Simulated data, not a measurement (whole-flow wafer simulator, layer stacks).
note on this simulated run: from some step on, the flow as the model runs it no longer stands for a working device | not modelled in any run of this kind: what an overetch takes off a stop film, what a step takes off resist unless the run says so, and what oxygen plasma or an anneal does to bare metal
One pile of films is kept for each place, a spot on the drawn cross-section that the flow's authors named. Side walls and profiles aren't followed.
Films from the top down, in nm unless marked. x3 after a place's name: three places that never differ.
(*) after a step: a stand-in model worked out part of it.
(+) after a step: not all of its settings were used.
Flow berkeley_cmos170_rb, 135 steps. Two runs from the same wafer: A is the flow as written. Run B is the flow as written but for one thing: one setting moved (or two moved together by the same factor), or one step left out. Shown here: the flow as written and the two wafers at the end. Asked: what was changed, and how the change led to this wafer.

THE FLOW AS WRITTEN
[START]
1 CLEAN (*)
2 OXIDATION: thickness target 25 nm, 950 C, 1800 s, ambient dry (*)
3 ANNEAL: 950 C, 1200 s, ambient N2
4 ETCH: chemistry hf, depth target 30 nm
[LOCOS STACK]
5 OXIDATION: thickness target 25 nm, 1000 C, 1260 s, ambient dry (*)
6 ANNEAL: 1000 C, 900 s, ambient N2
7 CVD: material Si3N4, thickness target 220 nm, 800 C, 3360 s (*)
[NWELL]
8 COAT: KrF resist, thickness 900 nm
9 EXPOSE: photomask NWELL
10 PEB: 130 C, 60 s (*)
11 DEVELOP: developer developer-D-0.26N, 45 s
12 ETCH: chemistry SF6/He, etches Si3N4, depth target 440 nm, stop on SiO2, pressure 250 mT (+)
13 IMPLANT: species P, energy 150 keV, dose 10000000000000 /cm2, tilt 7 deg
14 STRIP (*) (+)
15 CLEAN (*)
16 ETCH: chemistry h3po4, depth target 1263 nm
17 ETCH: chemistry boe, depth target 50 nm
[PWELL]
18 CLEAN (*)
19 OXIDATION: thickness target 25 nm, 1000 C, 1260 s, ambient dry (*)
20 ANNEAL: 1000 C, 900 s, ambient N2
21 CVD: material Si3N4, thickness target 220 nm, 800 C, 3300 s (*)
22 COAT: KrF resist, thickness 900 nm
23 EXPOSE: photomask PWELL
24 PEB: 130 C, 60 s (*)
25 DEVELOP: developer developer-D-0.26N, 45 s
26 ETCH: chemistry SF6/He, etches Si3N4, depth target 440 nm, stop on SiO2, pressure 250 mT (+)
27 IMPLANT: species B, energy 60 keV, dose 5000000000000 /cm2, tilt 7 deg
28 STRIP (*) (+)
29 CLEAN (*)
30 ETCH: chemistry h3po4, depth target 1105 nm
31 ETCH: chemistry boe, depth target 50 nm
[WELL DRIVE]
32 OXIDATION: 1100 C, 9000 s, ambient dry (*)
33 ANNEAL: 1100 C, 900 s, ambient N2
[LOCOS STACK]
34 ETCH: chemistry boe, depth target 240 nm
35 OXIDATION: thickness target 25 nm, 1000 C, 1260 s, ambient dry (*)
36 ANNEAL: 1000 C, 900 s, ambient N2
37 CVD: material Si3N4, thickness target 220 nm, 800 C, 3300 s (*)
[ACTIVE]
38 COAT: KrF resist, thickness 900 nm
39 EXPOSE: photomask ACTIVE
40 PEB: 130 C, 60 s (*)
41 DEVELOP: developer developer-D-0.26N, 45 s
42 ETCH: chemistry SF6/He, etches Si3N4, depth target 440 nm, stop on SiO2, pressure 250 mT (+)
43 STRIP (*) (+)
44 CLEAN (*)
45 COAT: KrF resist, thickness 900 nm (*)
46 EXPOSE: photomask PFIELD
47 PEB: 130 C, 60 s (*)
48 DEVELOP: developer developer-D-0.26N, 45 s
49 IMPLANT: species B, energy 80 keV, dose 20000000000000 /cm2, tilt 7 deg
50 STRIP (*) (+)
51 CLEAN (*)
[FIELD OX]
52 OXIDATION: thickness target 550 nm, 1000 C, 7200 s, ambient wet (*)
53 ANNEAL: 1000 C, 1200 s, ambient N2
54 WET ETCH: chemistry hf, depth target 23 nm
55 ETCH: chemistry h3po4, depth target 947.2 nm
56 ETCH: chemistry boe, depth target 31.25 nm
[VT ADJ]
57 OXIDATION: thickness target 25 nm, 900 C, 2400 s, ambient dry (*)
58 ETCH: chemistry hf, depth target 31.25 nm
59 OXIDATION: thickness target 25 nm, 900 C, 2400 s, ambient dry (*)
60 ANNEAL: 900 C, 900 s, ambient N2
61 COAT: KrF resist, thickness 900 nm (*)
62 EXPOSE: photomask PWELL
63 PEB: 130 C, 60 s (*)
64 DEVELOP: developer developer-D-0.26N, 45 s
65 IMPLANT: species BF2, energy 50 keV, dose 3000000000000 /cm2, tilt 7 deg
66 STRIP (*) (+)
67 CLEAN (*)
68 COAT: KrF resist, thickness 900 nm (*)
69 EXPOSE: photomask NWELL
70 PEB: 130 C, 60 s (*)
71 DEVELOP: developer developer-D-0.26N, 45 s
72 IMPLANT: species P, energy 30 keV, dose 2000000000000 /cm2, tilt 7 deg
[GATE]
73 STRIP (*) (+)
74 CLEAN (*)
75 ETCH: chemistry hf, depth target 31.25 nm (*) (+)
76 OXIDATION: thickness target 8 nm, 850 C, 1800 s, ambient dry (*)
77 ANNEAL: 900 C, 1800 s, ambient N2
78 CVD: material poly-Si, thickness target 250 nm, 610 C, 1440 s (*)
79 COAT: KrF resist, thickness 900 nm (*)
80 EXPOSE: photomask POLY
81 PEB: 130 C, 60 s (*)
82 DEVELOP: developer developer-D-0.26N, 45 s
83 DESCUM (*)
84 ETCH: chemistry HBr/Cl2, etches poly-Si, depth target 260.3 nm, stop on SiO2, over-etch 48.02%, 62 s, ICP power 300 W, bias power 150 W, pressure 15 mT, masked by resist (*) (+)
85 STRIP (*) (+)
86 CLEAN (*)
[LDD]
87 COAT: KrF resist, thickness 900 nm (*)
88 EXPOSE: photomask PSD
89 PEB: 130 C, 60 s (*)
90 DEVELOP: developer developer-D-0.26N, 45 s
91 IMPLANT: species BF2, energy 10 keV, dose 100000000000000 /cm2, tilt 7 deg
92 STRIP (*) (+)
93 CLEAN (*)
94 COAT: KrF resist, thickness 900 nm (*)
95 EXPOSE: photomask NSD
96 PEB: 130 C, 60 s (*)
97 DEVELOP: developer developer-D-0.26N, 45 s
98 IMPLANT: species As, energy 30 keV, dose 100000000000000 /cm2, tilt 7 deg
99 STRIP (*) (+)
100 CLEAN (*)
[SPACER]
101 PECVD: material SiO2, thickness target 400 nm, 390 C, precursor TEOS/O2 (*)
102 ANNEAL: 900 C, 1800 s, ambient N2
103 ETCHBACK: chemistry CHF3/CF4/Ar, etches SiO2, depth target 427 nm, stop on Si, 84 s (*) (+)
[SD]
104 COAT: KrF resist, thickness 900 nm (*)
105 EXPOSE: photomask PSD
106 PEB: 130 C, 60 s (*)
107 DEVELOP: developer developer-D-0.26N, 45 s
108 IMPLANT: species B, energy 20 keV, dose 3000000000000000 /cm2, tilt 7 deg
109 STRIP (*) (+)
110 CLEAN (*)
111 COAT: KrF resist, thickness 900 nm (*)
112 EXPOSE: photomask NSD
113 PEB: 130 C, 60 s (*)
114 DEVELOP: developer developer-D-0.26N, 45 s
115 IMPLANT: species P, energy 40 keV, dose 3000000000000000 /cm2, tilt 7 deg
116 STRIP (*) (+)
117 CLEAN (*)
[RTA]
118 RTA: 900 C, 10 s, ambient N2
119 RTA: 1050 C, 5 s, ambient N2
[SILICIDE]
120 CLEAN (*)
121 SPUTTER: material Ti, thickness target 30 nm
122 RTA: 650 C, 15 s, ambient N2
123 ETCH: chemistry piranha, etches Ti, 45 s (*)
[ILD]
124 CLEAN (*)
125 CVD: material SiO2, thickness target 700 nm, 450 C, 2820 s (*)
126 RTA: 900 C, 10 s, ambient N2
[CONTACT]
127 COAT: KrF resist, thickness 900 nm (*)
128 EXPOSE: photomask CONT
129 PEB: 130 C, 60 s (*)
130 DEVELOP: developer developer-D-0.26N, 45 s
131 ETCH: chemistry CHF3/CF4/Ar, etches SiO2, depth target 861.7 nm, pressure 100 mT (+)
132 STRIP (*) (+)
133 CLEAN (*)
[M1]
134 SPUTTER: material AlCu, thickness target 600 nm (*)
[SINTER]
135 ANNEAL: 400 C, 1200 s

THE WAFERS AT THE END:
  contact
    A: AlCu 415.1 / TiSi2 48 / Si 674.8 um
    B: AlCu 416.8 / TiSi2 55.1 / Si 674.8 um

The cause: step 131, ETCH: depth target 718.1 nm was run, where the flow has depth target 861.7 nm.

How the change led to this, step by step:
  131 ETCH: chemistry CHF3/CF4/Ar, etches SiO2, depth target 861.7 nm, pressure 100 mT (+)
      field, sd_n, spacer_n, gate, sd_p, spacer_p, gate_p, m1: A KrF resist -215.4 | B KrF resist -179.5
      contact: A SiO2 -700 (all of it), TiSi2 -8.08 | B SiO2 -700 (all of it), TiSi2 -0.9
  132 STRIP (*) (+)
      field: A KrF resist -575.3 (all of it) | B KrF resist -611.2 (all of it)
      sd_n: A KrF resist -780.4 (all of it) | B KrF resist -816.3 (all of it)
      (and at 6 more places)
